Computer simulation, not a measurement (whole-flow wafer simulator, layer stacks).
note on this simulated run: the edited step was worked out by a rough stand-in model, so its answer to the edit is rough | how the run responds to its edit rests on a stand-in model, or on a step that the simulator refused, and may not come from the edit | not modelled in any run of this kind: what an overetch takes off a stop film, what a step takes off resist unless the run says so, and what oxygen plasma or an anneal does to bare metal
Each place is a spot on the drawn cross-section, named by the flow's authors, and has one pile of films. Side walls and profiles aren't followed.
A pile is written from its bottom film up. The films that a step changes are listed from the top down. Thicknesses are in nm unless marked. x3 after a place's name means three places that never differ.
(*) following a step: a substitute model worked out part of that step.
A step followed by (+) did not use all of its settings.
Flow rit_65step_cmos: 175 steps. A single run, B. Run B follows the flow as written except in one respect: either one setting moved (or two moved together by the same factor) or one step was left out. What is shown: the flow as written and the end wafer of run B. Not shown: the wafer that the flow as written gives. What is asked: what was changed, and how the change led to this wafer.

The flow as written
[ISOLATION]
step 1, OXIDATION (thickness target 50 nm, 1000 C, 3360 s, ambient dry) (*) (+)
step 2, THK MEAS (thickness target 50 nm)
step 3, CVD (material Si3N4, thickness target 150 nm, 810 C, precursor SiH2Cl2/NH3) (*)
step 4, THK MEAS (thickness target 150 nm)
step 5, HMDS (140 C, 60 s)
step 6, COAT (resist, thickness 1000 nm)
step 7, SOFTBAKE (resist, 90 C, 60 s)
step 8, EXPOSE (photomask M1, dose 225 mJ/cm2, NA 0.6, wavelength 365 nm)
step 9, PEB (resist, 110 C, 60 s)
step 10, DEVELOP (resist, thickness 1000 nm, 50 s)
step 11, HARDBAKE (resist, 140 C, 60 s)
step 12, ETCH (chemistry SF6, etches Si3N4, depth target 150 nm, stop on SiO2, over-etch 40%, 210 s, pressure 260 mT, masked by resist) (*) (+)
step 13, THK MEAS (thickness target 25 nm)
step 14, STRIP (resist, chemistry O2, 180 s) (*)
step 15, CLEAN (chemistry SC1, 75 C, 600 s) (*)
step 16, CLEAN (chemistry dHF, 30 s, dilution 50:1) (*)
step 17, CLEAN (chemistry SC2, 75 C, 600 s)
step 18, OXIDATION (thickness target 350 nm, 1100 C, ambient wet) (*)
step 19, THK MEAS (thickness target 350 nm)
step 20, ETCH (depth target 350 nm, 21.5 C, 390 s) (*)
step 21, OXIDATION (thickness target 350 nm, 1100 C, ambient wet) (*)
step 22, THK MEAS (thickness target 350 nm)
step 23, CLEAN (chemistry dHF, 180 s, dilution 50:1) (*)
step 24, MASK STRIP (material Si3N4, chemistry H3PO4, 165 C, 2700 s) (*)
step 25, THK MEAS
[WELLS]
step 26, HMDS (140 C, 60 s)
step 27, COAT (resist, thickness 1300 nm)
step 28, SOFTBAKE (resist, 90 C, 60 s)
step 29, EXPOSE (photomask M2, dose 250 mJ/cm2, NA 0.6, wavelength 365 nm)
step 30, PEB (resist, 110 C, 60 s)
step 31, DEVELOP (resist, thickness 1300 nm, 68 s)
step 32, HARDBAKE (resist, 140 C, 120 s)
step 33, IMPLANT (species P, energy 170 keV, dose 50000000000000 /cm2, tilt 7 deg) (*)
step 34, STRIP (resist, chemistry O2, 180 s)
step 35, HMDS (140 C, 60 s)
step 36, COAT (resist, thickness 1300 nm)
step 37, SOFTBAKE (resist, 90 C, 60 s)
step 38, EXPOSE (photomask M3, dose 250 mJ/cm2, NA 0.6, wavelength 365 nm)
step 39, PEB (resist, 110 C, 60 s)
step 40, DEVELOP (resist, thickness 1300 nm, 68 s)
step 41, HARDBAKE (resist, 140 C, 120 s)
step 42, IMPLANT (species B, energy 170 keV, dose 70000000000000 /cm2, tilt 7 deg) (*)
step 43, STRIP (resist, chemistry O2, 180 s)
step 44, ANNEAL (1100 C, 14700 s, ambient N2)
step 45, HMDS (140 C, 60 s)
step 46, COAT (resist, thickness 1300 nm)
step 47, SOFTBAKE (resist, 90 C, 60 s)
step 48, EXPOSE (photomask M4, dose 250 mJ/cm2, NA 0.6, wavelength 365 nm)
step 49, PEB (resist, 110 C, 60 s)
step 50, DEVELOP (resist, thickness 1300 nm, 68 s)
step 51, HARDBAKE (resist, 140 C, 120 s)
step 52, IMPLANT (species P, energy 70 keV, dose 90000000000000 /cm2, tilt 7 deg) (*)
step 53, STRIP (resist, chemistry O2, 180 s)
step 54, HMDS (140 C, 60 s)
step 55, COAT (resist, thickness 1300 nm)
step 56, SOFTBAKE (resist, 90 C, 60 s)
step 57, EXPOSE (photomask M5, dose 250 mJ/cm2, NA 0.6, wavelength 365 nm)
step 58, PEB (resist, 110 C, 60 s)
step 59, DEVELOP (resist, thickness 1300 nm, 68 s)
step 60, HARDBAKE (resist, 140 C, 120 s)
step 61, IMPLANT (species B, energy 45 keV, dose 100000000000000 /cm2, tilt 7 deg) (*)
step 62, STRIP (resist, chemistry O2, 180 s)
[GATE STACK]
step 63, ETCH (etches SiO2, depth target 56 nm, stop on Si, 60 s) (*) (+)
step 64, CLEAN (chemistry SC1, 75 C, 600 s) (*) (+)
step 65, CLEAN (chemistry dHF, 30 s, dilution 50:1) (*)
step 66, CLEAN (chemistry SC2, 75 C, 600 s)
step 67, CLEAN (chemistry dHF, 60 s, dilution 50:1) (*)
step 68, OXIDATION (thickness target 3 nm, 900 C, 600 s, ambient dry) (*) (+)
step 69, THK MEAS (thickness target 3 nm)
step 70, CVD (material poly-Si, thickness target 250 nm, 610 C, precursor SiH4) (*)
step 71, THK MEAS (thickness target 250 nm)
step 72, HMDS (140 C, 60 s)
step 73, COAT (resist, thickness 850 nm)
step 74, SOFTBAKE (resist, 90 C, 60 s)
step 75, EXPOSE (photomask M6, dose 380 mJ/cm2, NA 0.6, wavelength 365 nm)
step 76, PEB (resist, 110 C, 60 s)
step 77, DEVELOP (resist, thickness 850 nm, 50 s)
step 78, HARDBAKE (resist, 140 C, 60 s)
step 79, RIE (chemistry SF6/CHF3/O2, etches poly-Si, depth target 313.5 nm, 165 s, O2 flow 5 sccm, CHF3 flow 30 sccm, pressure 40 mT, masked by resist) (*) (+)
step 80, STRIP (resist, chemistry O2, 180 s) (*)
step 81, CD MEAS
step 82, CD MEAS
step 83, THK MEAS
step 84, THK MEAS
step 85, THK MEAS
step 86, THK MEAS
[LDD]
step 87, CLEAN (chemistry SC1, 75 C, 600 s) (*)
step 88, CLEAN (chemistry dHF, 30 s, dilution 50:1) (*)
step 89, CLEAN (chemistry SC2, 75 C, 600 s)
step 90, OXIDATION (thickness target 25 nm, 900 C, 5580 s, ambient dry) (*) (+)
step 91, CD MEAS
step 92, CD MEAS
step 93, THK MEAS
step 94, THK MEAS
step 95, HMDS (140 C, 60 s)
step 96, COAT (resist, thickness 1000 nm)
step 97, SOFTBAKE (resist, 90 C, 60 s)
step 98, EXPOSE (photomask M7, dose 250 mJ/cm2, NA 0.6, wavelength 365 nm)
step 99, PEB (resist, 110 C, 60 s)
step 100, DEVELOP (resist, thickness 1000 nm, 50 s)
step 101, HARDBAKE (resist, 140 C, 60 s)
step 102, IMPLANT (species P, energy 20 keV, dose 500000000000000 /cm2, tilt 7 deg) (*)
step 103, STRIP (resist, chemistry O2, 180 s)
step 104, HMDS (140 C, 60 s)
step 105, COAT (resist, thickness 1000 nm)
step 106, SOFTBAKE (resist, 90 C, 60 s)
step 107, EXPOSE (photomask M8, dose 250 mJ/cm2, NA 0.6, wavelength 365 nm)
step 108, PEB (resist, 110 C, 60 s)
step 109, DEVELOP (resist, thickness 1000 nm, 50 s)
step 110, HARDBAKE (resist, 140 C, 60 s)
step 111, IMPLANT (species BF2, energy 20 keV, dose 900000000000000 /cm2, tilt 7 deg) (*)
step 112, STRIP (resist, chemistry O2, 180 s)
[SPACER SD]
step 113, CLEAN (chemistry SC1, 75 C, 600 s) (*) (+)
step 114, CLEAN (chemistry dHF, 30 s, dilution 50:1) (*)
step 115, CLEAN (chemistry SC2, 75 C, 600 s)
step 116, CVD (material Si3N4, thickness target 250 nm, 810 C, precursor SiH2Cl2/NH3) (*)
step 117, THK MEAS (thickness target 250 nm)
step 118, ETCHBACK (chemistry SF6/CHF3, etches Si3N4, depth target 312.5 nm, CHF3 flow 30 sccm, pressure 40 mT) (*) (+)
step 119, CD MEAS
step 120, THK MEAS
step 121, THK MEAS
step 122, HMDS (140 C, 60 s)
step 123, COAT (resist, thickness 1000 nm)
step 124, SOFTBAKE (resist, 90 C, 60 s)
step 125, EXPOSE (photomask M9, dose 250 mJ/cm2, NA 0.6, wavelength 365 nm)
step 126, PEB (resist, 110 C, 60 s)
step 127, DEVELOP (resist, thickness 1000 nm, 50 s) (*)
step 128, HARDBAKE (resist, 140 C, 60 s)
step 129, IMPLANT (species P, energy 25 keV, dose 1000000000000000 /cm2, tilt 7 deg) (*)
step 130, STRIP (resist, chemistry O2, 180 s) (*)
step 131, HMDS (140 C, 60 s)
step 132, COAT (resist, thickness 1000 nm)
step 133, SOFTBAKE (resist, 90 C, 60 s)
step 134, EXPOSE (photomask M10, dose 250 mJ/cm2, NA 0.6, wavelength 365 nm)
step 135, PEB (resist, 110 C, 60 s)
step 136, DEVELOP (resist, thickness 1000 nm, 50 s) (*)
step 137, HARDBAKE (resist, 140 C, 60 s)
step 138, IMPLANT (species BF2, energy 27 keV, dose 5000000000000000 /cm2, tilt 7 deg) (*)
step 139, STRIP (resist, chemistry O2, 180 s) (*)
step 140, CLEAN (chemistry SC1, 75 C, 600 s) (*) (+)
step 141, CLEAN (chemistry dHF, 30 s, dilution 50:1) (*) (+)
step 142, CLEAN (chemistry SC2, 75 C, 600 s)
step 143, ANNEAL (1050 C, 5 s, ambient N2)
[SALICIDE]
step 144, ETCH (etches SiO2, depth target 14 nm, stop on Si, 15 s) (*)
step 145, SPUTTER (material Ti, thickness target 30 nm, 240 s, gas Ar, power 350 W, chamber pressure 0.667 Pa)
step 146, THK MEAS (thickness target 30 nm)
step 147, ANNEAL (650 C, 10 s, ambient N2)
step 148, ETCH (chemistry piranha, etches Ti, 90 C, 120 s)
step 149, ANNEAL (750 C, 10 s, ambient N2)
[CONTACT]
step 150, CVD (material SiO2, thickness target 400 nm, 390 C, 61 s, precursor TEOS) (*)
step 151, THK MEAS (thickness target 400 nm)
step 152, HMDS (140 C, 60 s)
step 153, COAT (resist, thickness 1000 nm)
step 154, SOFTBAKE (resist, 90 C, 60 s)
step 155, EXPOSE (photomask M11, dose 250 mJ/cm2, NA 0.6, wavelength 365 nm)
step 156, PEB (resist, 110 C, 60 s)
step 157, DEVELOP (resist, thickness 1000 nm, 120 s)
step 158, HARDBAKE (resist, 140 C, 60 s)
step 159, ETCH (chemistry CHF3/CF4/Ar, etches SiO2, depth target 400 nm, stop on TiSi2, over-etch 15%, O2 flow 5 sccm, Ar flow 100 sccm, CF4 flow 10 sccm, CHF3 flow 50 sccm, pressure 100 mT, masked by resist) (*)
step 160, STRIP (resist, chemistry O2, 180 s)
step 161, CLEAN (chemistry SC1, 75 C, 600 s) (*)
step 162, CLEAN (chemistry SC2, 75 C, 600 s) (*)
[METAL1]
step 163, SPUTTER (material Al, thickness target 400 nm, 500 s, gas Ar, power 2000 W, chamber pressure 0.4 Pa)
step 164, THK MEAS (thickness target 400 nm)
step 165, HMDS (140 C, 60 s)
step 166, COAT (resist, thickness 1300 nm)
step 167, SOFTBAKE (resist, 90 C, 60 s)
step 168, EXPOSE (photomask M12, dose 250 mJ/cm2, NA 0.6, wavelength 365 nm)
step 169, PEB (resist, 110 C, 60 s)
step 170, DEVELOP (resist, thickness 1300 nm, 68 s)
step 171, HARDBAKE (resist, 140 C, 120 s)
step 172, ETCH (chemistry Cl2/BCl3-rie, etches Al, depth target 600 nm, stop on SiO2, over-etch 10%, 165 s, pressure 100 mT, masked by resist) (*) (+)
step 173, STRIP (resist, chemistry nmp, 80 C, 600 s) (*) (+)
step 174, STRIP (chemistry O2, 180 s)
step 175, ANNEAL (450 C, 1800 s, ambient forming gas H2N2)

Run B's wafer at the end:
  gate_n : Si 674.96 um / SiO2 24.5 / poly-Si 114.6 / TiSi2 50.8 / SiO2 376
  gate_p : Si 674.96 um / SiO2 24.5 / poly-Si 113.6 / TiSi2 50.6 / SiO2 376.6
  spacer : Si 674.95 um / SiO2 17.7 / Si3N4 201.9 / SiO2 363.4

The reason: step 68, OXIDATION: 1035 C was run, while the flow as written has 900 C.

Step by step, how the change led to this:
  step 68, OXIDATION (thickness target 3 nm, 900 C, 600 s, ambient dry) (*) (+)
      active_n, active_p, gate_n and 7 more: +24.5 SiO2 (new film), -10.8 Si (in the flow as written it would be: +7.17 SiO2 (new film), -3.16 Si)
  step 79, RIE (chemistry SF6/CHF3/O2, etches poly-Si, depth target 313.5 nm, 165 s, O2 flow 5 sccm, CHF3 flow 30 sccm, pressure 40 mT, masked by resist) (*) (+)
      active_n, active_p, spacer, spacer_p, sd_n, sd_p, contact, m1: -250 poly-Si (all of it), -10.9 SiO2 (in the flow as written it would be: -250 poly-Si (all of it), -7.17 SiO2 (all of it))
  step 80, STRIP (resist, chemistry O2, 180 s) (*)
      active_n, active_p, spacer, spacer_p, sd_n, sd_p, contact, m1: nothing (in the flow as written it would be: +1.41 chemical SiO2 (new film), -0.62 Si)
  step 87, CLEAN (chemistry SC1, 75 C, 600 s) (*)
      active_n, active_p, spacer, spacer_p, sd_n, sd_p, contact, m1: -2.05 SiO2 (in the flow as written it would be: -0.81 chemical SiO2, -3.7 Si)
  step 88, CLEAN (chemistry dHF, 30 s, dilution 50:1) (*)
      active_n, active_p, spacer, spacer_p, sd_n, sd_p, contact, m1: -2.78 SiO2 (in the flow as written it would be: -0.6 chemical SiO2 (all of it))
  step 90, OXIDATION (thickness target 25 nm, 900 C, 5580 s, ambient dry) (*) (+)
      active_n, active_p, spacer, spacer_p, sd_n, sd_p, contact, m1: +21.5 SiO2, -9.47 Si (in the flow as written it would be: +26.5 SiO2 (new film), -0.4 chemical SiO2 (all of it), -11.5 Si)
  step 118, ETCHBACK (chemistry SF6/CHF3, etches Si3N4, depth target 312.5 nm, CHF3 flow 30 sccm, pressure 40 mT) (*) (+)
      spacer, spacer_p: -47 Si3N4 (in the flow as written it would be: -54 Si3N4)
